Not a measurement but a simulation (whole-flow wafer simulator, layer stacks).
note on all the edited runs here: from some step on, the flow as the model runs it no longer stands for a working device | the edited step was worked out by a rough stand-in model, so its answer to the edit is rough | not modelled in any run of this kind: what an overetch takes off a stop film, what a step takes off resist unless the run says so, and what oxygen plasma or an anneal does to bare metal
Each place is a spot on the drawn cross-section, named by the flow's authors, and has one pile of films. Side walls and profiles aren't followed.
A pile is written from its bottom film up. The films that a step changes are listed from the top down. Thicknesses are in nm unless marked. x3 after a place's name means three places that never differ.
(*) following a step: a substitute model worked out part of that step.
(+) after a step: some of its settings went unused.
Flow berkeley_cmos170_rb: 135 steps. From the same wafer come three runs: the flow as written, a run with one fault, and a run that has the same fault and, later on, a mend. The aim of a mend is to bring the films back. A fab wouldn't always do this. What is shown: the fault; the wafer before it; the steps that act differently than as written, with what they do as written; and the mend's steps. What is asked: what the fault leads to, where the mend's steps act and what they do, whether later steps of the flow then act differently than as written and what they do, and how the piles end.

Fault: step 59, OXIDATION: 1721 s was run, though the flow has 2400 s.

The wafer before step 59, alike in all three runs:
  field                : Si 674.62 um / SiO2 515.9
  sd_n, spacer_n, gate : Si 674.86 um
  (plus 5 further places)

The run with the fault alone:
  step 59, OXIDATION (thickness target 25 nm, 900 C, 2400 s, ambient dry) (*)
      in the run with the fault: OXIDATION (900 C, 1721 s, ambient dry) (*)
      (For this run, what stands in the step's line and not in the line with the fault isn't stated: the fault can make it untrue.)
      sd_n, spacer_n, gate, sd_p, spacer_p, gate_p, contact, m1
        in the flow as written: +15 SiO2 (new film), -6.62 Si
        in the run with the fault: +12.2 SiO2 (new film), -5.36 Si
  Steps further on in the flow that do not act as written (30 more steps, not shown, differ only slightly: by at most 2% or 0.5 nm, whichever is larger):
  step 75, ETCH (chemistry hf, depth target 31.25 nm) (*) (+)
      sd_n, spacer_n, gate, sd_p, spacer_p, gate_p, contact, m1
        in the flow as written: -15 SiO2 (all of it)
        in the run with the fault: -12.2 SiO2 (all of it)
  When the end is reached, the piles differ only a little from the flow's at the places that both follow, at most by 2% or 0.5 nm, whichever is larger.

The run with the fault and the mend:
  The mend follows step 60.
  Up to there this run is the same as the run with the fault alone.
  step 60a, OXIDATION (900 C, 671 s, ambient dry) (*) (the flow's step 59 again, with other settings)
      sd_n, spacer_n, gate, sd_p, spacer_p, gate_p, contact, m1
        +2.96 SiO2, -1.3 Si
      field
        +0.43 SiO2, -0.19 Si
  None of the later steps of the flow differs from how it acts as written, at any place that is followed, by more than 2% or 0.5 nm, whichever is larger.
  When the end is reached, the piles differ only a little from the flow's at the places that both follow, at most by 2% or 0.5 nm, whichever is larger.
